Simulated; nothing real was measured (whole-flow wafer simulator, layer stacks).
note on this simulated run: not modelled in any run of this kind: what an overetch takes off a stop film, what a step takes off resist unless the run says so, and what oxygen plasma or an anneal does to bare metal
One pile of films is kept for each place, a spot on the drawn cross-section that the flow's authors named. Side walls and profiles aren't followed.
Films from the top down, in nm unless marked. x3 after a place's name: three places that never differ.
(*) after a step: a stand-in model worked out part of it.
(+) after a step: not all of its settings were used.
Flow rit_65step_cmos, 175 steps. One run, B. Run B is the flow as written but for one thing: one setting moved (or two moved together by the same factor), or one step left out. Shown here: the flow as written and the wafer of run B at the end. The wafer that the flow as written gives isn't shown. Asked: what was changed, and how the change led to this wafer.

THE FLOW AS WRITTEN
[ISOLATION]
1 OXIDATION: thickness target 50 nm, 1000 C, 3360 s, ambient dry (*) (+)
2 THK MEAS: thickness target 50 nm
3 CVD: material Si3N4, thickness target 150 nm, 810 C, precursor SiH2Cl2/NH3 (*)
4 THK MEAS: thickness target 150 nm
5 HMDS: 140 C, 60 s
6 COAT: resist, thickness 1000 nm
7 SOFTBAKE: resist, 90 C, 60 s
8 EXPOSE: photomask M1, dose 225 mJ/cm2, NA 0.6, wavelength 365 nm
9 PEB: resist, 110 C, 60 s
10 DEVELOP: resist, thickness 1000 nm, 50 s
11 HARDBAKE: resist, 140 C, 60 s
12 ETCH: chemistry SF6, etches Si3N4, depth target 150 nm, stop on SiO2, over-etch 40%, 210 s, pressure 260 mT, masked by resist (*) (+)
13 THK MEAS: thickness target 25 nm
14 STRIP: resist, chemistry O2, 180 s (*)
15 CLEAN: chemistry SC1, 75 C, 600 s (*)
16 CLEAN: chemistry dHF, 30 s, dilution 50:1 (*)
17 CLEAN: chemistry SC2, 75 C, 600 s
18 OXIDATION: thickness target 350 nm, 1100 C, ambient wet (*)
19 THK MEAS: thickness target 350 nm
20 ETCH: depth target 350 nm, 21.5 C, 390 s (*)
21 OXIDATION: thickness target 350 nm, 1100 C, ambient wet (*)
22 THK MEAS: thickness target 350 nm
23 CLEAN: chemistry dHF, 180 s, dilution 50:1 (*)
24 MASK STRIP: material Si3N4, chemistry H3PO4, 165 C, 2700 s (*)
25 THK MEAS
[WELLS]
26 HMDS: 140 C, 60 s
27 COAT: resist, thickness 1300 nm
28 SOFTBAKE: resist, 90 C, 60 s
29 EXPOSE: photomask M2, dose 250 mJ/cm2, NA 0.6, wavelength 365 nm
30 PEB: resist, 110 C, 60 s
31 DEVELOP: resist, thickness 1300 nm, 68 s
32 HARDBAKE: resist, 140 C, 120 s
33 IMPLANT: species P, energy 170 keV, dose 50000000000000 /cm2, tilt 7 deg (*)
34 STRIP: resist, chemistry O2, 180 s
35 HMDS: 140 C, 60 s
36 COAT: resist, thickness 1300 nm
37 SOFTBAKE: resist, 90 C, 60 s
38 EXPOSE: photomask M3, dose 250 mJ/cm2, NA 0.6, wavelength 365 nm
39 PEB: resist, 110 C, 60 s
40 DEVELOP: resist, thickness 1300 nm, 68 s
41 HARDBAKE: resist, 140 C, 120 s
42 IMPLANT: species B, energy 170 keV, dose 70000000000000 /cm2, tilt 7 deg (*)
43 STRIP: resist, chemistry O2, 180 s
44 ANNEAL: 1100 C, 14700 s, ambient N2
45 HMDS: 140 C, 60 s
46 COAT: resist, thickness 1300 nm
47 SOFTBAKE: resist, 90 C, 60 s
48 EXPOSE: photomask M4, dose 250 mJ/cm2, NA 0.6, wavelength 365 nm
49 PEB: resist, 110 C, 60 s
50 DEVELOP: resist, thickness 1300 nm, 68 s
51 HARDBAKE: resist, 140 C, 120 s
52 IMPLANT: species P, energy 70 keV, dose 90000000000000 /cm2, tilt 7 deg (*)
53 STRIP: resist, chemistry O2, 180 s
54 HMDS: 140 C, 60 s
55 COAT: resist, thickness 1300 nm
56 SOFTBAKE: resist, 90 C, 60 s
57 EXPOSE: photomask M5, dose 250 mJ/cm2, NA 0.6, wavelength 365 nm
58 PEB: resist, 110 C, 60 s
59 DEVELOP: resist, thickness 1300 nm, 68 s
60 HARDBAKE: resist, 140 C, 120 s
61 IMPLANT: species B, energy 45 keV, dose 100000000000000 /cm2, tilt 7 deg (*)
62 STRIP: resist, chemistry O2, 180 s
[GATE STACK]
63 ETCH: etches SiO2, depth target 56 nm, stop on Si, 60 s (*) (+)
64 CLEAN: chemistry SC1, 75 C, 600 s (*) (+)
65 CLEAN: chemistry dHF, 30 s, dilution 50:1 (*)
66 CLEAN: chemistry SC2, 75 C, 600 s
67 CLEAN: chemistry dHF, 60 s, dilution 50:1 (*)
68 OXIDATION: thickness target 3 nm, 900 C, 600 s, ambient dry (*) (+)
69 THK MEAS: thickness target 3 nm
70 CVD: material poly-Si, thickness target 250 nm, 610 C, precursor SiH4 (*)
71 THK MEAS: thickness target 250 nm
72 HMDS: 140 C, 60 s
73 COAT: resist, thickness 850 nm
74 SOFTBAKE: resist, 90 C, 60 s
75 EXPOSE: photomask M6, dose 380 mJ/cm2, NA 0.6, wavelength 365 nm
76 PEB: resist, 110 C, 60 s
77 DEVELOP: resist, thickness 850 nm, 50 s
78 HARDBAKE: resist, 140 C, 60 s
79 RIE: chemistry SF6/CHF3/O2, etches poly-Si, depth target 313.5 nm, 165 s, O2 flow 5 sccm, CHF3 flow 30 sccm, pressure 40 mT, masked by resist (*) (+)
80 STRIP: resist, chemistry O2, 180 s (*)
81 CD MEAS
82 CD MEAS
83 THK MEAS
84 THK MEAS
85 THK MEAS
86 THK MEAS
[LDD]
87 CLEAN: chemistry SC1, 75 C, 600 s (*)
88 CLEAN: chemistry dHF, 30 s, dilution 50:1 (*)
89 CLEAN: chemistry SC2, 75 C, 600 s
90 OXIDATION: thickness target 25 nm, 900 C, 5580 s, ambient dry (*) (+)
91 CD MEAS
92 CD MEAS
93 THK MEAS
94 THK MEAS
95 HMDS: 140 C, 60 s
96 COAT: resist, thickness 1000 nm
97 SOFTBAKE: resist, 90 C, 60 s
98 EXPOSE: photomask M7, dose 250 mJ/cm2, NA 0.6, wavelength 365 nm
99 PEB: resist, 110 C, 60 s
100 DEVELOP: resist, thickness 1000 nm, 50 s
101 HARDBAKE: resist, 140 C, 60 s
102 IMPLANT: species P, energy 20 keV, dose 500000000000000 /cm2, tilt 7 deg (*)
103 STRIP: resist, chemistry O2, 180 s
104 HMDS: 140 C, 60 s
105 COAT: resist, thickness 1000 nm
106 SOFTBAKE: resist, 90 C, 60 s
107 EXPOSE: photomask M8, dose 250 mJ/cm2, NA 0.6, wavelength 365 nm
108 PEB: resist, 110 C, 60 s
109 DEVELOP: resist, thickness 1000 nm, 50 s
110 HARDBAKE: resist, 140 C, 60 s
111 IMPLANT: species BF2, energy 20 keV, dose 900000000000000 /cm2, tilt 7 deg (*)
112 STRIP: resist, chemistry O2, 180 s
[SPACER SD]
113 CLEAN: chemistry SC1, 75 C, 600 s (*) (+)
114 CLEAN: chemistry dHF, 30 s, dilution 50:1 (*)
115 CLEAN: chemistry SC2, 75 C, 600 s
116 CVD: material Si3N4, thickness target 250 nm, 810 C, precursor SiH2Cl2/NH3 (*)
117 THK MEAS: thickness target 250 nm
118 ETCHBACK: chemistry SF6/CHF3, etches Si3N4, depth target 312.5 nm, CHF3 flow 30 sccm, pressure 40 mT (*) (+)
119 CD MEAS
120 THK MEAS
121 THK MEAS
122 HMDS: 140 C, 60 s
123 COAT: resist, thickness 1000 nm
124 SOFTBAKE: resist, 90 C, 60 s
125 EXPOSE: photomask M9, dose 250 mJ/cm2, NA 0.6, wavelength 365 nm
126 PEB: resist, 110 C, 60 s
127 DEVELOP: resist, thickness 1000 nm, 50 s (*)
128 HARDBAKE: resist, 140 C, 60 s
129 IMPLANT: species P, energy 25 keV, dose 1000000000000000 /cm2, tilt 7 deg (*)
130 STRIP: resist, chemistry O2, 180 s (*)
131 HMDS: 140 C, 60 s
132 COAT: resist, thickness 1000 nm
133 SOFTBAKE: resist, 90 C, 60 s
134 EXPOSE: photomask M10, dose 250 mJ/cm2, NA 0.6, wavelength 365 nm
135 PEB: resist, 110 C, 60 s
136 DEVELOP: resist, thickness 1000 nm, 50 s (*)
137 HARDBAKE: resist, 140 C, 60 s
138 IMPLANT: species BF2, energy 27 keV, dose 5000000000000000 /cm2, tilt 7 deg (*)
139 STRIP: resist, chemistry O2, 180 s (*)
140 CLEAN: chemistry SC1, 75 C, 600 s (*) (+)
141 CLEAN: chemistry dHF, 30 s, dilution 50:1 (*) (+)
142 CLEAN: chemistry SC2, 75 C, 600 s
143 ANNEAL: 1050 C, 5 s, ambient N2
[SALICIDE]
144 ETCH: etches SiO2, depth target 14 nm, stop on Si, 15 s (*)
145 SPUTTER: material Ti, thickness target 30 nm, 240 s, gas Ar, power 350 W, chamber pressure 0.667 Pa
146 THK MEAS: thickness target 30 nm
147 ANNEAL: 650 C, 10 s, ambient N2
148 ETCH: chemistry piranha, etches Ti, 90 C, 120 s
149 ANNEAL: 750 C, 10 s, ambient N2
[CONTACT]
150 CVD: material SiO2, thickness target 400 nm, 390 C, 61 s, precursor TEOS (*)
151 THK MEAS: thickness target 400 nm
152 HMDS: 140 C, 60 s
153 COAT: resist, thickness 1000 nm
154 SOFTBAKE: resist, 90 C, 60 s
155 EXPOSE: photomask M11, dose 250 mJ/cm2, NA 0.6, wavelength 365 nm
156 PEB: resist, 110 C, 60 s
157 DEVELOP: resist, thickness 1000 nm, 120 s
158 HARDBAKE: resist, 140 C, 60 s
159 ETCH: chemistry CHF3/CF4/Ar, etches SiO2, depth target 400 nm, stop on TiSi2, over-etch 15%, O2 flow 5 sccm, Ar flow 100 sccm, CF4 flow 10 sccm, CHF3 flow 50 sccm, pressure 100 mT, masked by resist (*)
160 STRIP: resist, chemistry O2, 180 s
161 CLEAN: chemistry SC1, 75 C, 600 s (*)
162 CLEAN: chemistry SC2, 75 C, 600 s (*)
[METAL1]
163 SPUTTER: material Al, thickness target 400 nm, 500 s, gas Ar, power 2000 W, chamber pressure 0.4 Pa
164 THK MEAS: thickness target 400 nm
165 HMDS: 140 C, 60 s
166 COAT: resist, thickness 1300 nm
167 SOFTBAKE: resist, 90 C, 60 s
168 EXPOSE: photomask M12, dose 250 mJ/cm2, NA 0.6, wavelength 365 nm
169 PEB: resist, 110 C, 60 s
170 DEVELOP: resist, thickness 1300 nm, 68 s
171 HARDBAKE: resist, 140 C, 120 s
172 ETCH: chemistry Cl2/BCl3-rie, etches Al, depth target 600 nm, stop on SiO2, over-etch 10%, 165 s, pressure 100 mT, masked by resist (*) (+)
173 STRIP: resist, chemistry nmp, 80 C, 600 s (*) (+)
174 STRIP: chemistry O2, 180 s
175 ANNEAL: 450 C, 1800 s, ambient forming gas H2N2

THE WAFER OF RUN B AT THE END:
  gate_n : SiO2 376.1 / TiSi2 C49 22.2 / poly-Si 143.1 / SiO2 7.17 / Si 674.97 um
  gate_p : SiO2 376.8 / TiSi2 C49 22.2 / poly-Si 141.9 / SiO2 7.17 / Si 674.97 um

The cause: step 147, ANNEAL: 585 C was run, where the flow has 650 C.

How the change led to this, step by step:
  147 ANNEAL: 650 C, 10 s, ambient N2
      gate_n: Ti -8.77, TiSi first +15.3 (new film), poly-Si -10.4 (as written it would be: Ti -21.3, TiSi first +9.82 (new film), TiSi2 C49 +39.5 (new film), poly-Si -41.9)
      gate_p: Ti -8.77, TiSi first +15.3 (new film), poly-Si -10.4 (as written it would be: Ti -21.2, TiSi first +9.56 (new film), TiSi2 C49 +39.6 (new film), poly-Si -41.9)
  148 ETCH: chemistry piranha, etches Ti, 90 C, 120 s
      gate_n: Ti -18.5 (all of it), TiSi first -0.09 (as written it would be: Ti -6 (all of it), TiSi first -0.1)
      gate_p: Ti -18.4 (all of it), TiSi first -0.09 (as written it would be: Ti -5.97 (all of it), TiSi first -0.1)
  149 ANNEAL: 750 C, 10 s, ambient N2
      gate_n: TiSi2 C49 +22.2 (new film), TiSi first -15.2 (all of it), poly-Si -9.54 (as written it would be: TiSi2 +50.8 (new film), TiSi first -9.72 (all of it), TiSi2 C49 -39.5 (all of it), poly-Si -6.48)
      gate_p: TiSi2 C49 +22.2 (new film), TiSi first -15.2 (all of it), poly-Si -9.54 (as written it would be: TiSi2 +50.6 (new film), TiSi first -9.46 (all of it), TiSi2 C49 -39.6 (all of it), poly-Si -6.31)
